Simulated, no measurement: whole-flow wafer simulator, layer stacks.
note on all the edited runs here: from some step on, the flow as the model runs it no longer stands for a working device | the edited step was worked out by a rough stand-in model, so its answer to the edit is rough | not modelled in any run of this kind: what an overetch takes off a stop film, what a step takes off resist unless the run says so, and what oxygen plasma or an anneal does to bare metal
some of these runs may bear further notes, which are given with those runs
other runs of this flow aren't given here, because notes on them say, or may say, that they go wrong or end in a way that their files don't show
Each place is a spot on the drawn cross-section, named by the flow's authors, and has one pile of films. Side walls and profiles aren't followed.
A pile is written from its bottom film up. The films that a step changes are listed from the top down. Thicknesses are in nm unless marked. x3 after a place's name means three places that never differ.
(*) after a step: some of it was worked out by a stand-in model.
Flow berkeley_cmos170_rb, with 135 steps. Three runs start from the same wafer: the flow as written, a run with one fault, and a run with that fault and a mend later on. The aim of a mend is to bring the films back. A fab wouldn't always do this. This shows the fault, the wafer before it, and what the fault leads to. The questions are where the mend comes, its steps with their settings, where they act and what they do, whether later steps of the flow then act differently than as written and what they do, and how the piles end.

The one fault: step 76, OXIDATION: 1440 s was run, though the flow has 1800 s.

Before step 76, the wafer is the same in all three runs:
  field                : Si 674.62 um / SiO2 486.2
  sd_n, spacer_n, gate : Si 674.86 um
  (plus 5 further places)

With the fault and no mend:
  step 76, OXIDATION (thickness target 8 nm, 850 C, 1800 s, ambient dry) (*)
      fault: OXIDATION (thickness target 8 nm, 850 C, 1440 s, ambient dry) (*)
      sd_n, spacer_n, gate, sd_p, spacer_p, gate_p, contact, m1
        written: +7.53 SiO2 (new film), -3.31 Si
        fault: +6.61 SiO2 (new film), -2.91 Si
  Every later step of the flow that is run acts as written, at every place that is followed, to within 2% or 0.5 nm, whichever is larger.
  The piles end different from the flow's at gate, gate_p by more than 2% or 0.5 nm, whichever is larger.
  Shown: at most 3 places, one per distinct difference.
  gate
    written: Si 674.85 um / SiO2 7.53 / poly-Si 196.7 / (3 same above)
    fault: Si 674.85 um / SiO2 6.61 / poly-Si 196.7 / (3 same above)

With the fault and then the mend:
  The mend follows step 76.
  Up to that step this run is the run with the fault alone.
  step 76a, OXIDATION (thickness target 8 nm, 850 C, 360 s, ambient dry) (*) (the flow's step 76, run once more with other settings)
      sd_n, spacer_n, gate, sd_p, spacer_p, gate_p, contact, m1
        +0.92 SiO2, -0.41 Si
      field
        +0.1 SiO2
  Every later step of the flow that is run acts as written at every place that is followed.
  The piles end the same as the flow's at every place that both follow.
